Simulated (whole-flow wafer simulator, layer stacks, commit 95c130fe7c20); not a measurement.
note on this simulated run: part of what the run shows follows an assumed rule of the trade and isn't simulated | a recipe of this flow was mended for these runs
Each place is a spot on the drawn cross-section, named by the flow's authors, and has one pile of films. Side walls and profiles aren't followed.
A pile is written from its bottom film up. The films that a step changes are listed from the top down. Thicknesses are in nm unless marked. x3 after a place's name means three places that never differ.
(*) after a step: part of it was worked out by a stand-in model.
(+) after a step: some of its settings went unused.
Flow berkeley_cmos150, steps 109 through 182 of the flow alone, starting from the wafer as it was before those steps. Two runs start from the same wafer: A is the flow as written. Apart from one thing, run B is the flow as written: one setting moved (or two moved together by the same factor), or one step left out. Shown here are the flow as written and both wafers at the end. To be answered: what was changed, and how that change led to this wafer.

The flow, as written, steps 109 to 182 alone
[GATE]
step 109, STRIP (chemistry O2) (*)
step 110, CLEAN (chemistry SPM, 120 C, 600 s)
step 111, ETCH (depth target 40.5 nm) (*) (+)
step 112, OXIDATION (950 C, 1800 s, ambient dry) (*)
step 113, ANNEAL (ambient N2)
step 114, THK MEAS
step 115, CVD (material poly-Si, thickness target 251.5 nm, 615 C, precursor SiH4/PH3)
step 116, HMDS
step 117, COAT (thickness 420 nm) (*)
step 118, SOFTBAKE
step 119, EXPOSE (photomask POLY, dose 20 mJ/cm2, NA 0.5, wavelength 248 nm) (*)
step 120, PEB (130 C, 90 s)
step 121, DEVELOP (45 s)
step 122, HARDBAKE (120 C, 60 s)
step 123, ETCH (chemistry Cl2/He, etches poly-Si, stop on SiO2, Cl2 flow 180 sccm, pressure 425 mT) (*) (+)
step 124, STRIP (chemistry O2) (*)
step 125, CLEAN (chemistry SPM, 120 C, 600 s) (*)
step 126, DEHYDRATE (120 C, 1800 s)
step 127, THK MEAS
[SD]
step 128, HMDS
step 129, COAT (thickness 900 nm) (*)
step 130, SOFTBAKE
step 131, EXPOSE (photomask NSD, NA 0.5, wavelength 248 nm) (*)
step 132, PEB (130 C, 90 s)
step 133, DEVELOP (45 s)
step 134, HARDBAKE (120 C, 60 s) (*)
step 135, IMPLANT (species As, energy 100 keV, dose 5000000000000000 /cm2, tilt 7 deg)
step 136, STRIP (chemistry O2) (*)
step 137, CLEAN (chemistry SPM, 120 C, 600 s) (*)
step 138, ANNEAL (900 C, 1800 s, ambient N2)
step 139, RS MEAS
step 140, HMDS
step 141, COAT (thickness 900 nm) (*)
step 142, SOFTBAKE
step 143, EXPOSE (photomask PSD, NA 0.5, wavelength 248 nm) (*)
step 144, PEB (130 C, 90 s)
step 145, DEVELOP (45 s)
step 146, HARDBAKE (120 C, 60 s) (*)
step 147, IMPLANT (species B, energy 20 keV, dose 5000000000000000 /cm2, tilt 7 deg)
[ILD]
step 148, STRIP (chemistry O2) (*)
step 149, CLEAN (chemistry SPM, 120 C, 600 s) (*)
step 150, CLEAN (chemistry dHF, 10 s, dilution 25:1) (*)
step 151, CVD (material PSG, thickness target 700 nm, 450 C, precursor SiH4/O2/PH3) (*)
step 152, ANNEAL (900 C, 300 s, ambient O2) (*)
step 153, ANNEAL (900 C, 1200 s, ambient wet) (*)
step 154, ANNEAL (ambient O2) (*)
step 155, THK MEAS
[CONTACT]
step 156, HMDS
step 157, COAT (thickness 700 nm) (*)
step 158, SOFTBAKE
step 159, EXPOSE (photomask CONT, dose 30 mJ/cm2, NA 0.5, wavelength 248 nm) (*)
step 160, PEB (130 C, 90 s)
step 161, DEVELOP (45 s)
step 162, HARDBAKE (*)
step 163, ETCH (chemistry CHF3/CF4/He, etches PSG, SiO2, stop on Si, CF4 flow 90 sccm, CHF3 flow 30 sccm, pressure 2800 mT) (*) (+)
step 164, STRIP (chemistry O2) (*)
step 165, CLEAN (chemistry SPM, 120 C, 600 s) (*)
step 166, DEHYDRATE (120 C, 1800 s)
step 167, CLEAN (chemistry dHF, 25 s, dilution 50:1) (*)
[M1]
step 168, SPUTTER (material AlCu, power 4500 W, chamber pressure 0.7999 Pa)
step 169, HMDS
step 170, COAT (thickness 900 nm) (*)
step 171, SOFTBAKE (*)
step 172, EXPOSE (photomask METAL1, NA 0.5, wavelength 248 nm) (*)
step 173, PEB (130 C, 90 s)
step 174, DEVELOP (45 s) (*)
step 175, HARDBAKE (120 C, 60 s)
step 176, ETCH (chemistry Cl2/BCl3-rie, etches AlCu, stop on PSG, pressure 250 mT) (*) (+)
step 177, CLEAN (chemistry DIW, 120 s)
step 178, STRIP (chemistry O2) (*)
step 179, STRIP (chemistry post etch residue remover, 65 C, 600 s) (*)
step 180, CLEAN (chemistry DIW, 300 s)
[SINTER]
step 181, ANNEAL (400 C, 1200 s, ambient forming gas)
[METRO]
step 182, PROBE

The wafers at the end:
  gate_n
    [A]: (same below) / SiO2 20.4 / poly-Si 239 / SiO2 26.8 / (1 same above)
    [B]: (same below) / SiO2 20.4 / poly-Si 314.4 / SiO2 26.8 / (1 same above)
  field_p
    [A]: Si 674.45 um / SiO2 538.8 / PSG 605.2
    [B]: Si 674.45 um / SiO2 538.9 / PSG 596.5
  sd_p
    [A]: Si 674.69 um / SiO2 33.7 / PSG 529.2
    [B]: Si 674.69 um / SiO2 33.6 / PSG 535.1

What caused this: step 115, CVD: thickness target 326.9 nm was run, while the flow as written has thickness target 251.5 nm.

How this came from the change, step by step:
  step 115, CVD (material poly-Si, thickness target 251.5 nm, 615 C, precursor SiH4/PH3)
      field, field_p, sd_n, gate_n, sd_p, gate_p, contact, m1: A +251.5 poly-Si (new film) | B +326.9 poly-Si (new film)
  step 123, ETCH (chemistry Cl2/He, etches poly-Si, stop on SiO2, Cl2 flow 180 sccm, pressure 425 mT) (*) (+)
      field, field_p, sd_n, sd_p, contact, m1: A -251.5 poly-Si (all of it), -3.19 SiO2 | B -326.9 poly-Si (all of it), -3.19 SiO2
      gate_n, gate_p: A -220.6 KrF-resist | B -274.5 KrF-resist
  step 124, STRIP (chemistry O2) (*)
      gate_n: A +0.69 chemical SiO2 (new film), -176.1 KrF-resist (all of it), -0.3 poly-Si | B +0.71 chemical SiO2 (new film), -122 KrF-resist (all of it), -0.31 poly-Si
      gate_p: A +0.69 chemical SiO2 (new film), -213.2 KrF-resist (all of it), -0.3 poly-Si | B +0.71 chemical SiO2 (new film), -159 KrF-resist (all of it), -0.31 poly-Si
  step 129, COAT (thickness 900 nm) (*)
      gate_n: A +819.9 thick-KrF-resist (new film) | B +764.1 thick-KrF-resist (new film)
      gate_p: A +888.9 thick-KrF-resist (new film) | B +832.3 thick-KrF-resist (new film)
  step 133, DEVELOP (45 s)
      gate_n: A -818.1 thick-KrF-resist (all of it) | B -762.3 thick-KrF-resist (all of it)
  step 136, STRIP (chemistry O2) (*)
      gate_p: A -873.6 thick-KrF-resist (all of it), +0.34 chemical SiO2, -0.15 poly-Si | B -817.1 thick-KrF-resist (all of it), +0.34 chemical SiO2, -0.15 poly-Si
  step 141, COAT (thickness 900 nm) (*)
      gate_n: A +819.7 thick-KrF-resist (new film) | B +763.8 thick-KrF-resist (new film)
      gate_p: A +888.8 thick-KrF-resist (new film) | B +832.2 thick-KrF-resist (new film)
  step 145, DEVELOP (45 s)
      gate_p: A -886.7 thick-KrF-resist (all of it) | B -830.2 thick-KrF-resist (all of it)
  step 148, STRIP (chemistry O2) (*)
      gate_n: A -804.5 thick-KrF-resist (all of it), +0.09 chemical SiO2, -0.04 poly-Si | B -748.8 thick-KrF-resist (all of it), +0.09 chemical SiO2, -0.04 poly-Si
  step 157, COAT (thickness 700 nm) (*)
      field_p: A +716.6 KrF-resist (new film) | B +731.8 KrF-resist (new film)
      gate_n: A +650.5 KrF-resist (new film) | B +617.5 KrF-resist (new film)
      (also at 2 further places)
  step 164, STRIP (chemistry O2) (*)
      field_p: A -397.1 KrF-resist (all of it) | B -412.3 KrF-resist (all of it)
      gate_n: A -331.2 KrF-resist (all of it) | B -298.3 KrF-resist (all of it)
      (also at 2 further places)
  step 170, COAT (thickness 900 nm) (*)
      gate_n: A +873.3 thick-KrF-resist (new film) | B +828.6 thick-KrF-resist (new film)
      gate_p: A +933.8 thick-KrF-resist (new film) | B +888.9 thick-KrF-resist (new film)
  step 174, DEVELOP (45 s) (*)
      gate_n: A -871.2 thick-KrF-resist (all of it), -10 AlCu | B -826.7 thick-KrF-resist (all of it), -10 AlCu
      gate_p: A -931.6 thick-KrF-resist (all of it), -10 AlCu | B -886.8 thick-KrF-resist (all of it), -10 AlCu
